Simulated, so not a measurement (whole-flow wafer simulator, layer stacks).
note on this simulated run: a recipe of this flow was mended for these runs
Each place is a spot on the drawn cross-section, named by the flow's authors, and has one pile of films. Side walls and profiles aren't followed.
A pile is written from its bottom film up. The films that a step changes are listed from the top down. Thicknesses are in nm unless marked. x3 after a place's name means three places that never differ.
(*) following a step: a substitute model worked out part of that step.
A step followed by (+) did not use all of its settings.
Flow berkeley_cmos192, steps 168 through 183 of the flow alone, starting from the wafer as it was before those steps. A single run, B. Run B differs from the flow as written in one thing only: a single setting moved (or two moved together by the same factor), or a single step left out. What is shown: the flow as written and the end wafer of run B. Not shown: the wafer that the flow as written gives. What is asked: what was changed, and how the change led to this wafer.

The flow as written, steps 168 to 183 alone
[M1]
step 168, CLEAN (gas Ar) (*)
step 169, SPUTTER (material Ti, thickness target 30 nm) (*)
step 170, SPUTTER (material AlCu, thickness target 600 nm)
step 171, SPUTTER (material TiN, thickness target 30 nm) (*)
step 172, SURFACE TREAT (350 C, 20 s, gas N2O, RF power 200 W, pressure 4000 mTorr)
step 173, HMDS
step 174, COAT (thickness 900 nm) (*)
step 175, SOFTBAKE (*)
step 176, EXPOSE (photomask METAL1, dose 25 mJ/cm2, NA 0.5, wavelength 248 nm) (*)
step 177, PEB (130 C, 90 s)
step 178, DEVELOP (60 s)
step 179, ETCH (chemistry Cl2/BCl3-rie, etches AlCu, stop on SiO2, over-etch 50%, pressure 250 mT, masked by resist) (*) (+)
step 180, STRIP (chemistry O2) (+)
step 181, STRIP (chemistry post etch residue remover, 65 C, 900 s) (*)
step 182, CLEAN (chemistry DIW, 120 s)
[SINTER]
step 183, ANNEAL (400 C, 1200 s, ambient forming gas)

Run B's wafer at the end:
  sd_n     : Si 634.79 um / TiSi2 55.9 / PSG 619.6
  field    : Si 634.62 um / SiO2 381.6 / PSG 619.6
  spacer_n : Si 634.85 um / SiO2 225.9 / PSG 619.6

The reason: step 170, SPUTTER: thickness target 330 nm was run, though the flow has thickness target 600 nm.

The path from the change to this, step by step:
  step 170, SPUTTER (material AlCu, thickness target 600 nm)
      field, sd_n, spacer_n, gate, spacer_p, gate_p, m1: AlCu gains 330 (new film) (as written it would have been: AlCu gains 600 (new film))
      sd_p: AlCu gains 299.7 (new film) (as written it would have been: AlCu gains 557.4 (new film))
      (and at 1 other place as well)
  step 171, SPUTTER (material TiN, thickness target 30 nm) (*)
      contact: TiN gains 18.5 (new film) (as written it would have been: TiN gains 16 (new film))
  step 174, COAT (thickness 900 nm) (*)
      contact: KrF-resist gains 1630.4 (new film) (as written it would have been: KrF-resist gains 1717.4 (new film))
  step 179, ETCH (chemistry Cl2/BCl3-rie, etches AlCu, stop on SiO2, over-etch 50%, pressure 250 mT, masked by resist) (*) (+)
      field, sd_n, spacer_n, gate, spacer_p, gate_p: TiN loses 30 (all of it), AlCu loses 330 (all of it), Ti loses 30 (all of it), PSG loses 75 (as written it would have been: TiN loses 30 (all of it), AlCu loses 600 (all of it), Ti loses 30 (all of it), PSG loses 41.2)
      sd_p: TiN loses 26.4 (all of it), AlCu loses 299.7 (all of it), Ti loses 26.8 (all of it), PSG loses 79.6 (as written it would have been: TiN loses 26.2 (all of it), AlCu loses 557.4 (all of it), Ti loses 26.8 (all of it), PSG loses 47.4)
  step 180, STRIP (chemistry O2) (+)
      contact: KrF-resist loses 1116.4 (all of it) (as written it would have been: KrF-resist loses 1203.2 (all of it))
